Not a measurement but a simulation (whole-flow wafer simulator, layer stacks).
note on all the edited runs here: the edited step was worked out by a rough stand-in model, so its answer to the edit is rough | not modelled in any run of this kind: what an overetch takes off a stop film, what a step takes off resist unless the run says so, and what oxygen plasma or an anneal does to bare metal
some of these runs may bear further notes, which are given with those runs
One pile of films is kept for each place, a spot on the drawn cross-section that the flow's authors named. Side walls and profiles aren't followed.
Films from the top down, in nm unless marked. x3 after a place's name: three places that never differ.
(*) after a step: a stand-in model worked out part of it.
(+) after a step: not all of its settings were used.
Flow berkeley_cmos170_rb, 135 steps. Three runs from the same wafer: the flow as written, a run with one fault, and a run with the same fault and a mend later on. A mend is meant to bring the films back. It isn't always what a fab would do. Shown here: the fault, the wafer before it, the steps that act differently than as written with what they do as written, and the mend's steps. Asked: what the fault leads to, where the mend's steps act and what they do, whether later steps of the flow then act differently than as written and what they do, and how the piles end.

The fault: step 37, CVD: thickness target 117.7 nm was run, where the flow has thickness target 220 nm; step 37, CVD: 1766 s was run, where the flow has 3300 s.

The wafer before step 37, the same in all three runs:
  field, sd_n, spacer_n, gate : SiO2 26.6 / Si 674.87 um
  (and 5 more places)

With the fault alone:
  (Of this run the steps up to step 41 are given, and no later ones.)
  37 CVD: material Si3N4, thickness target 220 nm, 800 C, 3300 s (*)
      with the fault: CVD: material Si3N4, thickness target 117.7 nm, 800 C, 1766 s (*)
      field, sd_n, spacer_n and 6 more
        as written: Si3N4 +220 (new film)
        with the fault: Si3N4 +117.7 (new film)
  No later step of the flow up to step 41 acts differently than as written at any place that is followed.
  After step 41 the piles differ from the flow's by more than 2% or 0.5 nm, whichever is larger, at field, sd_n, spacer_n and 6 more.
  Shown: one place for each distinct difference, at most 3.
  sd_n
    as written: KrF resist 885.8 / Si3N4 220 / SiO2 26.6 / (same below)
    with the fault: KrF resist 885.8 / Si3N4 117.7 / SiO2 26.6 / (same below)
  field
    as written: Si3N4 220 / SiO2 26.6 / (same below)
    with the fault: Si3N4 117.7 / SiO2 26.6 / (same below)

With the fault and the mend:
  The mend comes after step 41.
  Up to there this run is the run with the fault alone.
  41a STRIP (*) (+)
      sd_n, spacer_n, gate, sd_p, spacer_p, gate_p, contact, m1
        KrF resist -885.8 (all of it)
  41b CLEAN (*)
      changes no film at any place that is followed
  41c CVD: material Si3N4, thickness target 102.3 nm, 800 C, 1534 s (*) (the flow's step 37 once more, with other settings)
      field, sd_n, spacer_n and 6 more
        Si3N4 +102.3
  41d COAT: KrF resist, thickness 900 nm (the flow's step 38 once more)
      field, sd_n, spacer_n and 6 more
        KrF resist +900 (new film)
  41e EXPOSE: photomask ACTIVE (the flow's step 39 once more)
      changes no film at any place that is followed
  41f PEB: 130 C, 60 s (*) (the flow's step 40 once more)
      changes no film at any place that is followed
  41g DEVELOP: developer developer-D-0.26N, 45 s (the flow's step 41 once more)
      sd_n, spacer_n, gate, sd_p, spacer_p, gate_p, contact, m1
        KrF resist -14.2
      field
        KrF resist -900 (all of it)
  No later step of the flow acts differently than as written at any place that is followed.
  At the end the piles are the same as the flow's at every place that both follow.
